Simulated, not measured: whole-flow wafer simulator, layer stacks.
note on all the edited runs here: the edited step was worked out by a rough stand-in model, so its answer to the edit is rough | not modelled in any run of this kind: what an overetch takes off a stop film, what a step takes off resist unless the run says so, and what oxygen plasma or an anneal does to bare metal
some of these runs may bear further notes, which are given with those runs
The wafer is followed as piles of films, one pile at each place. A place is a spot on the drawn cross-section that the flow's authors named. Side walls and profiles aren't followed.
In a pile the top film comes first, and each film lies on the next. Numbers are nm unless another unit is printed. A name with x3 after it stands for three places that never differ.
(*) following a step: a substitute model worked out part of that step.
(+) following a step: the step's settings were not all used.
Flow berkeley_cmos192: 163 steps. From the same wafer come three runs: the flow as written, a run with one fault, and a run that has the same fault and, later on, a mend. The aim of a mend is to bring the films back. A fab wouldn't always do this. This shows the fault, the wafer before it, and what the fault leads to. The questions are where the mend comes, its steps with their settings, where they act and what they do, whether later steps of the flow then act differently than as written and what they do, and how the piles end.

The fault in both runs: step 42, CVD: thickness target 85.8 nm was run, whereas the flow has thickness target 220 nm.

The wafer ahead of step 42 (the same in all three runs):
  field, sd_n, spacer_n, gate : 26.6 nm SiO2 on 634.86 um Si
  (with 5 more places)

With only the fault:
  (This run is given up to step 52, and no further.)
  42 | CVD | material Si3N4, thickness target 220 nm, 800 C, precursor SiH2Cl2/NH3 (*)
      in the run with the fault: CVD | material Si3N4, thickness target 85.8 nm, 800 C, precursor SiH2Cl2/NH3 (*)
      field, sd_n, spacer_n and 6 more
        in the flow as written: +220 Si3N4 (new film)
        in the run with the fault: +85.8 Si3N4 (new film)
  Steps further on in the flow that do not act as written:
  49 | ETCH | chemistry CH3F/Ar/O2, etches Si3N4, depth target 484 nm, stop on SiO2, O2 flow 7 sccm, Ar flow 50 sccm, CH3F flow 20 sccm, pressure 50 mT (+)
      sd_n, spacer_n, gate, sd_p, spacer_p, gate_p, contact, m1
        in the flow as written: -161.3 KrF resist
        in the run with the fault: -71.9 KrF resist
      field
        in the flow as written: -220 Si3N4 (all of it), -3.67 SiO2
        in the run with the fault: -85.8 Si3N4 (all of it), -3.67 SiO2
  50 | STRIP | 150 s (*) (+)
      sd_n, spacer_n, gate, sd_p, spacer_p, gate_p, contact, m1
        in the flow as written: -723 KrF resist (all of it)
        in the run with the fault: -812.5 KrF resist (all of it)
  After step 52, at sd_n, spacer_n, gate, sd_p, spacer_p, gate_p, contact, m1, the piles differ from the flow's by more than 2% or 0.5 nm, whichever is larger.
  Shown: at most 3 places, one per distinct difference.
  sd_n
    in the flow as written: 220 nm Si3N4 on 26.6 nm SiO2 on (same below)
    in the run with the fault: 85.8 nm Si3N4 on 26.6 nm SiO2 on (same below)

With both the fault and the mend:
  After step 42 comes the mend.
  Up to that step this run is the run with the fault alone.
  42a | ETCH | chemistry h3po4, depth target 98.67 nm
      field, sd_n, spacer_n and 6 more
        -85.8 Si3N4 (all of it)
  42b | CLEAN | chemistry SPM (the flow's step 34 again)
      alters no film at any place that is followed
  42c | CVD | material Si3N4, thickness target 220 nm, 800 C, precursor SiH2Cl2/NH3 (*) (the flow's step 42 again)
      field, sd_n, spacer_n and 6 more
        +220 Si3N4 (new film)
  Every later step of the flow that is run acts as written at every place that is followed.
  By the end, the piles equal the flow's at every place that both follow.
